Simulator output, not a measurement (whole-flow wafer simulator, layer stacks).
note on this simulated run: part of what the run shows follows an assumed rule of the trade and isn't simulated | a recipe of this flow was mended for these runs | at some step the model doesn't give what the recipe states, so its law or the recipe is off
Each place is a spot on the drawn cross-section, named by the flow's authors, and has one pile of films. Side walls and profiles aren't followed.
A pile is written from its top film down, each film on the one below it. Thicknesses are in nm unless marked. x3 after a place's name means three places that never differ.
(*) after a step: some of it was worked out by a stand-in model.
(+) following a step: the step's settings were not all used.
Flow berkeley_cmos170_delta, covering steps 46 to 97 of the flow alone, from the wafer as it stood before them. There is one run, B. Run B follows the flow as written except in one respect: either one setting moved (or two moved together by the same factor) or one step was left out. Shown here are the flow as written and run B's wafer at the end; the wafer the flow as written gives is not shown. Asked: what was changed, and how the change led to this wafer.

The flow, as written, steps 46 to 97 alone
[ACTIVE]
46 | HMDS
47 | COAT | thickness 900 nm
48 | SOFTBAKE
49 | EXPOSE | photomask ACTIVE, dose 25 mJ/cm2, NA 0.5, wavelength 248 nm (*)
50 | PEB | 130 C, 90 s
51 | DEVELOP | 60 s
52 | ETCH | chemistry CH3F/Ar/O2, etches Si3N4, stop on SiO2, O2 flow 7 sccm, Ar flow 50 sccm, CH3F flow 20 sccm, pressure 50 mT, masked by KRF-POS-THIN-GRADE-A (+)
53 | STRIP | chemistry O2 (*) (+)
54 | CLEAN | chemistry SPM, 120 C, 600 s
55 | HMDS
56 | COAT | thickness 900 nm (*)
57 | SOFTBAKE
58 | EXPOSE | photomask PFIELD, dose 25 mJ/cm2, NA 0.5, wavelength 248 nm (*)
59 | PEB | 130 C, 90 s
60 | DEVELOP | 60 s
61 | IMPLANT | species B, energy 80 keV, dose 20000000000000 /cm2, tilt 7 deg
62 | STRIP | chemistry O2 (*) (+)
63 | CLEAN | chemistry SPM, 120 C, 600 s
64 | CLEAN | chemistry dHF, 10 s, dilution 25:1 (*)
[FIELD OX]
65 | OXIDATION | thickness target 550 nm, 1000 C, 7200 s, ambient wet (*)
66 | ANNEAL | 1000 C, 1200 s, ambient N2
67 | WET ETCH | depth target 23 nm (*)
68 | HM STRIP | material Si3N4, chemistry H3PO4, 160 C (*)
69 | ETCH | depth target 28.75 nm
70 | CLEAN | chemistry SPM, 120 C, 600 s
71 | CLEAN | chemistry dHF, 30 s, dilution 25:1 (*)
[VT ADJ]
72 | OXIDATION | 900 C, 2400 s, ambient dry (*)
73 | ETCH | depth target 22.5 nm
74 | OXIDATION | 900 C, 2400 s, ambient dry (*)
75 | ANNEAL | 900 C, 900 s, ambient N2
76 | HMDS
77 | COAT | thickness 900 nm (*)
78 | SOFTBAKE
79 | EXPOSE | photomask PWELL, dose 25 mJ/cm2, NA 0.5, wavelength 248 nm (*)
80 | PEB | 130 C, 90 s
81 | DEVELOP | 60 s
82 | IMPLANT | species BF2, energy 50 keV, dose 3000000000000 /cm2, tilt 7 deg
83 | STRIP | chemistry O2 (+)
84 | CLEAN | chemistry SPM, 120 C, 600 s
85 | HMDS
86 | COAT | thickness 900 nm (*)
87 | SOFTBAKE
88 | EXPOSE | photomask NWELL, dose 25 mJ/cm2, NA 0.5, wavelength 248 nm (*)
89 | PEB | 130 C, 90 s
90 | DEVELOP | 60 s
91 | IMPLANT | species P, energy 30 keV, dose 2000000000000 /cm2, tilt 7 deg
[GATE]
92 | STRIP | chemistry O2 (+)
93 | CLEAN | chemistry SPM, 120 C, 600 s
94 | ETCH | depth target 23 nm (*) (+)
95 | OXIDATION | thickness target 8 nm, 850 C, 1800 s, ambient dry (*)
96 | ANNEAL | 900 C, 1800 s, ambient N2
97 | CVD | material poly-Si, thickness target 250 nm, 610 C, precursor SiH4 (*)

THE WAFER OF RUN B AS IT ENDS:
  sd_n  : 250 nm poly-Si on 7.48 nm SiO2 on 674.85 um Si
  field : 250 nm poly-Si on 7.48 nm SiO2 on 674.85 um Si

What caused this: step 52, ETCH: chemistry CH3F/Ar/O2, etches Si3N4, stop on SiO2, O2 flow 7 sccm, Ar flow 50 sccm, CH3F flow 20 sccm, pressure 50 mT, masked by KRF-POS-THIN-GRADE-A (+), was not run.

Step by step, how the change led to this:
  53 | STRIP | chemistry O2 (*) (+)
      sd_n, spacer_n, gate, sd_p, spacer_p, gate_p, contact, m1: KrF-resist loses 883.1 (all of it) (in the flow as written it would be: KrF-resist loses 734.6 (all of it))
  56 | COAT | thickness 900 nm (*)
      field: KrF-resist gains 900 (new film) (in the flow as written it would be: KrF-resist gains 956.4 (new film))
      sd_n: KrF-resist gains 900 (new film) (in the flow as written it would be: KrF-resist gains 794.3 (new film))
      (and at 7 other places as well)
  60 | DEVELOP | 60 s
      field: KrF-resist loses 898 (all of it) (in the flow as written it would be: KrF-resist loses 954.2 (all of it))
  62 | STRIP | chemistry O2 (*) (+)
      sd_n: KrF-resist loses 883.1 (all of it) (in the flow as written it would be: KrF-resist loses 777.7 (all of it))
      spacer_n: KrF-resist loses 883.1 (all of it) (in the flow as written it would be: KrF-resist loses 807.8 (all of it))
      (and at 6 other places as well)
  64 | CLEAN | chemistry dHF, 10 s, dilution 25:1 (*)
      field: Si3N4 loses 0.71 (in the flow as written it would be: SiO2 loses 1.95)
  65 | OXIDATION | thickness target 550 nm, 1000 C, 7200 s, ambient wet (*)
      sd_n, sd_p: SiO2 gains 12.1 (new film), Si3N4 loses 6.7 (in the flow as written it would be: SiO2 gains 12.1 (new film), Si3N4 loses 6.7, SiO2 gains 0.15, Si loses 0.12)
      field: SiO2 gains 12.1 (new film), Si3N4 loses 6.7 (in the flow as written it would be: SiO2 gains 542.1, Si loses 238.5)
  67 | WET ETCH | depth target 23 nm (*)
      field: SiO2 loses 12.1 (all of it), Si3N4 loses 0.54 (in the flow as written it would be: SiO2 loses 23)
  68 | HM STRIP | material Si3N4, chemistry H3PO4, 160 C (*)
      field: Si3N4 loses 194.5 (all of it), SiO2 loses 9.05 (in the flow as written it would be: SiO2 loses 15.1)
  69 | ETCH | depth target 28.75 nm
      field: SiO2 loses 17.5 (all of it) (in the flow as written it would be: SiO2 loses 28.8)
  70 | CLEAN | chemistry SPM, 120 C, 600 s
      field: chemical SiO2 gains 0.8 (new film), Si loses 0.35 (in the flow as written it would be: nothing)
  71 | CLEAN | chemistry dHF, 30 s, dilution 25:1 (*)
      field: chemical SiO2 loses 0.8 (all of it) (in the flow as written it would be: SiO2 loses 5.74)
  72 | OXIDATION | 900 C, 2400 s, ambient dry (*)
      field: SiO2 gains 14.9 (new film), Si loses 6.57 (in the flow as written it would be: SiO2 gains 1.59, Si loses 0.7)
  73 | ETCH | depth target 22.5 nm
      field: SiO2 loses 14.9 (all of it) (in the flow as written it would be: SiO2 loses 22.5)
  74 | OXIDATION | 900 C, 2400 s, ambient dry (*)
      field: SiO2 gains 14.9 (new film), Si loses 6.57 (in the flow as written it would be: SiO2 gains 1.64, Si loses 0.72)
  77 | COAT | thickness 900 nm (*)
      field: KrF-resist gains 900 (new film) (in the flow as written it would be: KrF-resist gains 839.2 (new film))
      sd_n: KrF-resist gains 900 (new film) (in the flow as written it would be: KrF-resist gains 1019.4 (new film))
      (and at 7 other places as well)
  81 | DEVELOP | 60 s
      field: KrF-resist loses 898 (all of it) (in the flow as written it would be: KrF-resist loses 837.4 (all of it))
      sd_n: KrF-resist loses 898 (all of it) (in the flow as written it would be: KrF-resist loses 1017.1 (all of it))
      (and at 4 other places as well)
  ... 5 other steps ...
  95 | OXIDATION | thickness target 8 nm, 850 C, 1800 s, ambient dry (*)
      field: SiO2 gains 7.48 (new film), Si loses 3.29 (in the flow as written it would be: SiO2 gains 0.5, Si loses 0.22)
